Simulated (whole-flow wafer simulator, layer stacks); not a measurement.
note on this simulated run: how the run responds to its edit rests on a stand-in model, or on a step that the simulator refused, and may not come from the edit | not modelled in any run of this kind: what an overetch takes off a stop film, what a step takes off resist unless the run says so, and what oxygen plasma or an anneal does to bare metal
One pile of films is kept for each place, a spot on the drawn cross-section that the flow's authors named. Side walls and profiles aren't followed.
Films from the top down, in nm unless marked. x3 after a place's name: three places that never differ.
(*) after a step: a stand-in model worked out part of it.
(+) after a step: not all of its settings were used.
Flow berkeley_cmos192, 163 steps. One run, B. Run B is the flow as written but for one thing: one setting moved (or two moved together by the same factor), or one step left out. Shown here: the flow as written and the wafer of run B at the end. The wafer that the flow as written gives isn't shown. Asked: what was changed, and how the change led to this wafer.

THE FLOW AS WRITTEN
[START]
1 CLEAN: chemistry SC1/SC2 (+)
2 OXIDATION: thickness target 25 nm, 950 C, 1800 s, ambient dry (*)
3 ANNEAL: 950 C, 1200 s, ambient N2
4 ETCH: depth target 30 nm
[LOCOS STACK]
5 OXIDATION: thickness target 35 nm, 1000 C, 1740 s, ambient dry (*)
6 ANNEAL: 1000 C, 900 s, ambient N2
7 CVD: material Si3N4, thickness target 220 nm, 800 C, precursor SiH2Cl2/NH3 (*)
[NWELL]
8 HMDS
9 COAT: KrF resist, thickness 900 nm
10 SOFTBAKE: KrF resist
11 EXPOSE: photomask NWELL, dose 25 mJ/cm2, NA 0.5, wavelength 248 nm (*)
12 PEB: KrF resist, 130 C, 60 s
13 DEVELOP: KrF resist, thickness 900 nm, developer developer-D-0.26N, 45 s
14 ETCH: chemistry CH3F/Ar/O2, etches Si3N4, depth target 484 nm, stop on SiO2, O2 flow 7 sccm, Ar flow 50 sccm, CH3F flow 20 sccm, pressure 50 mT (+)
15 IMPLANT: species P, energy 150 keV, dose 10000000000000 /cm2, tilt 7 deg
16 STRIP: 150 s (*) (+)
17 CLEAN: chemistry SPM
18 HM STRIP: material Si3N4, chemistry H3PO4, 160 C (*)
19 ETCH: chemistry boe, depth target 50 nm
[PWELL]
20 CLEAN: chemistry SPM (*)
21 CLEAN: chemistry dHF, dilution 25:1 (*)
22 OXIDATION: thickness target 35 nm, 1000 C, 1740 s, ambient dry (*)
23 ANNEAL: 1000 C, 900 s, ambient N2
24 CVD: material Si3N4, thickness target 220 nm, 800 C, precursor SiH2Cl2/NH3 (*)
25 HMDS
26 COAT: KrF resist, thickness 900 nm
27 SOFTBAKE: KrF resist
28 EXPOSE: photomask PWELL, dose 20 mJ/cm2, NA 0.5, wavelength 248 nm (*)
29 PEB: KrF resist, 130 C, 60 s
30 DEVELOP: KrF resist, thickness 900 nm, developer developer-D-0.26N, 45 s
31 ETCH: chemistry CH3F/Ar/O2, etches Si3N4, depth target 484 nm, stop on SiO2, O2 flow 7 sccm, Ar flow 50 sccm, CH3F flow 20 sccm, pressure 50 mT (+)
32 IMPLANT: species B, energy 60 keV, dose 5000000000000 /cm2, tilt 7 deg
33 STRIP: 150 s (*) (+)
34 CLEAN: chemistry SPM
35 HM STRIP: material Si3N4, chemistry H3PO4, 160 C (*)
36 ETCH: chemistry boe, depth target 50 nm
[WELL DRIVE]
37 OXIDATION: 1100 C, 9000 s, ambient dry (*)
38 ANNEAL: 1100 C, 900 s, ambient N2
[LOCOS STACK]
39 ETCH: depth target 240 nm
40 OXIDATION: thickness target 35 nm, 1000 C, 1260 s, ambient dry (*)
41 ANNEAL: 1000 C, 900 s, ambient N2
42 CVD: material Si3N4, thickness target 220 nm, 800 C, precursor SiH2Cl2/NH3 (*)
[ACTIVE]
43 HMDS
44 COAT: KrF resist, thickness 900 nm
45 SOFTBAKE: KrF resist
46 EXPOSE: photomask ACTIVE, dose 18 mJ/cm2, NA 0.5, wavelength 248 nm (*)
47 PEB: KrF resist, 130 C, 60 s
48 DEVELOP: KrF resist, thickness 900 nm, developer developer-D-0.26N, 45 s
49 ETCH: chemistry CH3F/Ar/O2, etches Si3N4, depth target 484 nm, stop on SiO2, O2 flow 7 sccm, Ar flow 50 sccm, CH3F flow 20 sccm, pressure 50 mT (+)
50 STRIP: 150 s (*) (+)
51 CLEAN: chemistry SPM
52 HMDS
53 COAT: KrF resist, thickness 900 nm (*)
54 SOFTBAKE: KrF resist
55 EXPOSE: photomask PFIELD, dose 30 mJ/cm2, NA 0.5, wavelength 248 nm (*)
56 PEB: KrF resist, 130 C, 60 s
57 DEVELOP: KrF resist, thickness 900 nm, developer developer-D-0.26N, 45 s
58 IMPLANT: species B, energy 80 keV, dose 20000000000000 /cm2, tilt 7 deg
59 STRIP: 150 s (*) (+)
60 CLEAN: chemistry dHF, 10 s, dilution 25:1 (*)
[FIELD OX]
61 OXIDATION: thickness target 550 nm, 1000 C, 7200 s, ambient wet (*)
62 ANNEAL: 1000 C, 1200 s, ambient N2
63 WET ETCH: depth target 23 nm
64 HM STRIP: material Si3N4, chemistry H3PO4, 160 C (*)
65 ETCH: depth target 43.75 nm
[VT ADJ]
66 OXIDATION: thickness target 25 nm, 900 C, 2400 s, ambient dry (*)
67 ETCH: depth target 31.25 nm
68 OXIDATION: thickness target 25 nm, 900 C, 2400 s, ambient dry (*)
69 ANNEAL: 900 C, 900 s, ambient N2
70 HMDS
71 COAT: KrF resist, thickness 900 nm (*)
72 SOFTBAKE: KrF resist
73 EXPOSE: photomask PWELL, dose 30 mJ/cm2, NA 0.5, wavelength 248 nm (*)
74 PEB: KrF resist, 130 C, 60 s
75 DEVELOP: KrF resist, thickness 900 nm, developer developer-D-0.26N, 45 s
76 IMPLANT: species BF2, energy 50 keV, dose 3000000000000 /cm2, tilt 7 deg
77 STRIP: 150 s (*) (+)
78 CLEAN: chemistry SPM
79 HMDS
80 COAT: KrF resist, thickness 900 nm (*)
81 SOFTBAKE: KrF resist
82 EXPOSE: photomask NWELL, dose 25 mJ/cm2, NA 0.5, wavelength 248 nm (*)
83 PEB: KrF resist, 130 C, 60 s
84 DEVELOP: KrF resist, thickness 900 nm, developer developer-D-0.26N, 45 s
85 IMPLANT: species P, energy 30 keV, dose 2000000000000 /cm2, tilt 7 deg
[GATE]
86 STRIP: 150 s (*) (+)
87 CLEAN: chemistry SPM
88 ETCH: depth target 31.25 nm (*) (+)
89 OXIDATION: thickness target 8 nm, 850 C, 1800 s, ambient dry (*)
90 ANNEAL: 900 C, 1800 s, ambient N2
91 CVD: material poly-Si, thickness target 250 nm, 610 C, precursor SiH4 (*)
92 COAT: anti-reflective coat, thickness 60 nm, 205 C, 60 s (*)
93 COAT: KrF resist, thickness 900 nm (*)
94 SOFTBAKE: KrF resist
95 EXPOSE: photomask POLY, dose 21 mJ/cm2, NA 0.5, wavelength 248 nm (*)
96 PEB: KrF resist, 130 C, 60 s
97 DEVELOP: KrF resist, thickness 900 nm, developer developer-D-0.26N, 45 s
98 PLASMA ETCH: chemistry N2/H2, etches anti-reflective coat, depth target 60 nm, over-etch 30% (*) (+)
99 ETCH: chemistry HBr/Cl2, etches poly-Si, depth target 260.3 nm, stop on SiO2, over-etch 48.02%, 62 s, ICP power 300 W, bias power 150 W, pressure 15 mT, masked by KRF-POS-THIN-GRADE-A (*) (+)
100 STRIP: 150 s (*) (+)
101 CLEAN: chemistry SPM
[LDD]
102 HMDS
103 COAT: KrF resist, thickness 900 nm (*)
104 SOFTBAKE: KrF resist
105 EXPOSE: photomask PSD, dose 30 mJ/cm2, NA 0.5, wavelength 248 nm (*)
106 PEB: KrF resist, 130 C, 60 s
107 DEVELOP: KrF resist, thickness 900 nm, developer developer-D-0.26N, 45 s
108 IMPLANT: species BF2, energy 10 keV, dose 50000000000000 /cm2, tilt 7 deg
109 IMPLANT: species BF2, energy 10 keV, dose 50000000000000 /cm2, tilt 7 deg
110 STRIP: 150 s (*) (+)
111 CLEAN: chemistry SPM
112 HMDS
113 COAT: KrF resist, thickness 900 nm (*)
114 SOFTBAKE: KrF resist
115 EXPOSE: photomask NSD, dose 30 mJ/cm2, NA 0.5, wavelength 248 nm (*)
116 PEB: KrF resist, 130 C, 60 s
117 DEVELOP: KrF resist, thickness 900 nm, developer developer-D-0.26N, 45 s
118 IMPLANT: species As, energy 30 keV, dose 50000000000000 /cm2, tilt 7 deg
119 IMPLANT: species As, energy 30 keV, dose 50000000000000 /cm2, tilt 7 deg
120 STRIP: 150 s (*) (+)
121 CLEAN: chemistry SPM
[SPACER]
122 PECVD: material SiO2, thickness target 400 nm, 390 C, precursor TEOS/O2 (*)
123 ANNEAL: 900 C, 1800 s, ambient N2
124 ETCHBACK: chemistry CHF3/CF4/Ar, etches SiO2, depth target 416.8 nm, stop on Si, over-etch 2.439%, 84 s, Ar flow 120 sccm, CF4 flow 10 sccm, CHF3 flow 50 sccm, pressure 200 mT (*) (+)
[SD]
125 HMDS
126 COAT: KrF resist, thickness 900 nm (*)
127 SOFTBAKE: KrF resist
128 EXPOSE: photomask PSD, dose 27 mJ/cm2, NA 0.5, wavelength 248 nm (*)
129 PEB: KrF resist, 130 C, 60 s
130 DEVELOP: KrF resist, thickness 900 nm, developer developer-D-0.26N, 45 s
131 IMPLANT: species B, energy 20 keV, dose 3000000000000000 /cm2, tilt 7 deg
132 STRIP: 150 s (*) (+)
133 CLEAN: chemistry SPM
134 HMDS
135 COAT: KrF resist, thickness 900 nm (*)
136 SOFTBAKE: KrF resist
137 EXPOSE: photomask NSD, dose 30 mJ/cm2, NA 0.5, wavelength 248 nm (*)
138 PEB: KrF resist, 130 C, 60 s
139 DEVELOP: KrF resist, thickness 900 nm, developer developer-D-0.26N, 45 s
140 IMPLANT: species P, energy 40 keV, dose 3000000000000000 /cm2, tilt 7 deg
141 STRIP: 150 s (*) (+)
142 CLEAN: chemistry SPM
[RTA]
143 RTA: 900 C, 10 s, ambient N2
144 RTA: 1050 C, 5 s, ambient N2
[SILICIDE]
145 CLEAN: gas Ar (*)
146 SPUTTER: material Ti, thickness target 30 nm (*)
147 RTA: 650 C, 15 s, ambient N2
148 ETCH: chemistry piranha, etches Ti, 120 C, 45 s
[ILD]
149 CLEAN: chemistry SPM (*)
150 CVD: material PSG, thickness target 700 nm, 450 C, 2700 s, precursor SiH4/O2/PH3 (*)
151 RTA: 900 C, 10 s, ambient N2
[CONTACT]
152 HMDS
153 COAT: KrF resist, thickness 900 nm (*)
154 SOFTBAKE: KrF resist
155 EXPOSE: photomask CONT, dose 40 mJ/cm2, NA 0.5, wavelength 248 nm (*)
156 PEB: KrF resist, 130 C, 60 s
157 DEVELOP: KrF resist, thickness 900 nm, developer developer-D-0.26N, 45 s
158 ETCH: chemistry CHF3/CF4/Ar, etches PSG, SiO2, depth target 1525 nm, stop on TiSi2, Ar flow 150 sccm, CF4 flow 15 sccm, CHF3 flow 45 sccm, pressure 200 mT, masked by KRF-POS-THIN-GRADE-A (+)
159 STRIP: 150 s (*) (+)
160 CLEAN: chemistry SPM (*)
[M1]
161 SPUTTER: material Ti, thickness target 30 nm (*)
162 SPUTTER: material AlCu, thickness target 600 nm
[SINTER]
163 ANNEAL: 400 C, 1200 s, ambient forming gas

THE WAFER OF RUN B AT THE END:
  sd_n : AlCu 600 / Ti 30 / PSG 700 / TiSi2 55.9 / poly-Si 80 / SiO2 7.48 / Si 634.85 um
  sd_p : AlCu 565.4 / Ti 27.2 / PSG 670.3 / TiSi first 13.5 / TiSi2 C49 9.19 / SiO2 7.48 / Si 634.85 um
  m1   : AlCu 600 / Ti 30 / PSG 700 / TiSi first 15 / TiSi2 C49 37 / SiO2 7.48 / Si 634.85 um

The cause: step 98, PLASMA ETCH: chemistry N2/H2, etches anti-reflective coat, depth target 60 nm, over-etch 30% (*) (+), was left out.

How the change led to this, step by step:
  99 ETCH: chemistry HBr/Cl2, etches poly-Si, depth target 260.3 nm, stop on SiO2, over-etch 48.02%, 62 s, ICP power 300 W, bias power 150 W, pressure 15 mT, masked by KRF-POS-THIN-GRADE-A (*) (+)
      field: anti-reflective coat -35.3 (all of it), poly-Si -250 (all of it), SiO2 -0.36 (as written it would be: poly-Si -245.8 (all of it), SiO2 -1.74)
      sd_n: anti-reflective coat -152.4 (all of it), poly-Si -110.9 (as written it would be: poly-Si -248.8 (all of it), SiO2 -1.51)
      (and at 5 more places)
  100 STRIP: 150 s (*) (+)
      sd_n, sd_p, m1: chemical SiO2 +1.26 (new film), poly-Si -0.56 (as written it would be: nothing)
      gate: chemical SiO2 +1.14 (new film), KrF resist -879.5 (all of it), anti-reflective coat -30 (all of it), poly-Si -0.5 (as written it would be: chemical SiO2 +1.15 (new film), KrF resist -791.8 (all of it), anti-reflective coat -30 (all of it), poly-Si -0.51)
      (and at 1 more place)
  103 COAT: KrF resist, thickness 900 nm (*)
      field: KrF resist +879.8 (new film) (as written it would be: KrF resist +850.3 (new film))
      sd_n: KrF resist +886.6 (new film) (as written it would be: KrF resist +1003.8 (new film))
      (and at 4 more places)
  107 DEVELOP: KrF resist, thickness 900 nm, developer developer-D-0.26N, 45 s
      gate_p: KrF resist -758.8 (all of it) (as written it would be: KrF resist -742.9 (all of it))
  110 STRIP: 150 s (*) (+)
      sd_n: KrF resist -871 (all of it), chemical SiO2 +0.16, poly-Si -0.07 (as written it would be: KrF resist -988 (all of it))
      m1: KrF resist -953.6 (all of it), chemical SiO2 +0.16 (as written it would be: KrF resist -987.4 (all of it))
      (and at 3 more places)
  113 COAT: KrF resist, thickness 900 nm (*)
      field: KrF resist +879.8 (new film) (as written it would be: KrF resist +850.4 (new film))
      sd_n: KrF resist +886.5 (new film) (as written it would be: KrF resist +1003.8 (new film))
      (and at 4 more places)
  117 DEVELOP: KrF resist, thickness 900 nm, developer developer-D-0.26N, 45 s
      sd_n: KrF resist -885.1 (all of it) (as written it would be: KrF resist -1002.2 (all of it))
      spacer_n: KrF resist -1051.2 (all of it) (as written it would be: KrF resist -997 (all of it))
      (and at 1 more place)
  120 STRIP: 150 s (*) (+)
      m1: KrF resist -953.6 (all of it), chemical SiO2 +0.12, poly-Si -0.05 (as written it would be: KrF resist -987.4 (all of it))
      field: KrF resist -864.2 (all of it) (as written it would be: KrF resist -834.8 (all of it))
      (and at 1 more place)
  122 PECVD: material SiO2, thickness target 400 nm, 390 C, precursor TEOS/O2 (*)
      sd_n, m1: SiO2 +400 (new film) (as written it would be: SiO2 +400)
      sd_p: SiO2 +387.4 (new film) (as written it would be: SiO2 +385.5)
      (and at 1 more place)
  124 ETCHBACK: chemistry CHF3/CF4/Ar, etches SiO2, depth target 416.8 nm, stop on Si, over-etch 2.439%, 84 s, Ar flow 120 sccm, CF4 flow 10 sccm, CHF3 flow 50 sccm, pressure 200 mT (*) (+)
      sd_n: SiO2 -400 (all of it), chemical SiO2 -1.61 (all of it), poly-Si -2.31 (as written it would be: SiO2 -406 (all of it))
      sd_p: SiO2 -387.4 (all of it), chemical SiO2 -1.61 (all of it), poly-Si -3.46 (as written it would be: SiO2 -391.4 (all of it))
      (and at 2 more places)
  126 COAT: KrF resist, thickness 900 nm (*)
      field: KrF resist +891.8 (new film) (as written it would be: KrF resist +865.2 (new film))
      sd_n: KrF resist +879.7 (new film) (as written it would be: KrF resist +999.7 (new film))
      (and at 3 more places)
  132 STRIP: 150 s (*) (+)
      sd_n: chemical SiO2 +1.13 (new film), KrF resist -864.1 (all of it), poly-Si -0.5 (as written it would be: chemical SiO2 +1.13 (new film), KrF resist -983.9 (all of it), Si -0.5)
      sd_p: chemical SiO2 +1.26 (new film), poly-Si -0.56 (as written it would be: chemical SiO2 +1.26 (new film), Si -0.56)
      (and at 4 more places)
  135 COAT: KrF resist, thickness 900 nm (*)
      field: KrF resist +891.8 (new film) (as written it would be: KrF resist +865 (new film))
      sd_n: KrF resist +879.3 (new film) (as written it would be: KrF resist +999.2 (new film))
      (and at 3 more places)
  139 DEVELOP: KrF resist, thickness 900 nm, developer developer-D-0.26N, 45 s
      sd_n: KrF resist -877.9 (all of it) (as written it would be: KrF resist -997.6 (all of it))
      spacer_n: KrF resist -840.4 (all of it) (as written it would be: KrF resist -789.9 (all of it))
      (and at 1 more place)
  141 STRIP: 150 s (*) (+)
      m1: KrF resist -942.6 (all of it), chemical SiO2 +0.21, poly-Si -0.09 (as written it would be: KrF resist -978.2 (all of it), chemical SiO2 +0.21, Si -0.09)
      field: KrF resist -876.2 (all of it) (as written it would be: KrF resist -849.5 (all of it))
  145 CLEAN: gas Ar (*)
      sd_n, sd_p: chemical SiO2 -1.43 (all of it), poly-Si -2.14 (as written it would be: chemical SiO2 -1.43 (all of it))
      m1: chemical SiO2 -1.34 (all of it), poly-Si -2.18 (as written it would be: chemical SiO2 -1.34 (all of it))
  ... 7 more steps ...
  162 SPUTTER: material AlCu, thickness target 600 nm
      sd_p: AlCu +565.4 (new film) (as written it would be: AlCu +551.2 (new film))
      contact: AlCu +396.9 (new film) (as written it would be: AlCu +410.9 (new film))
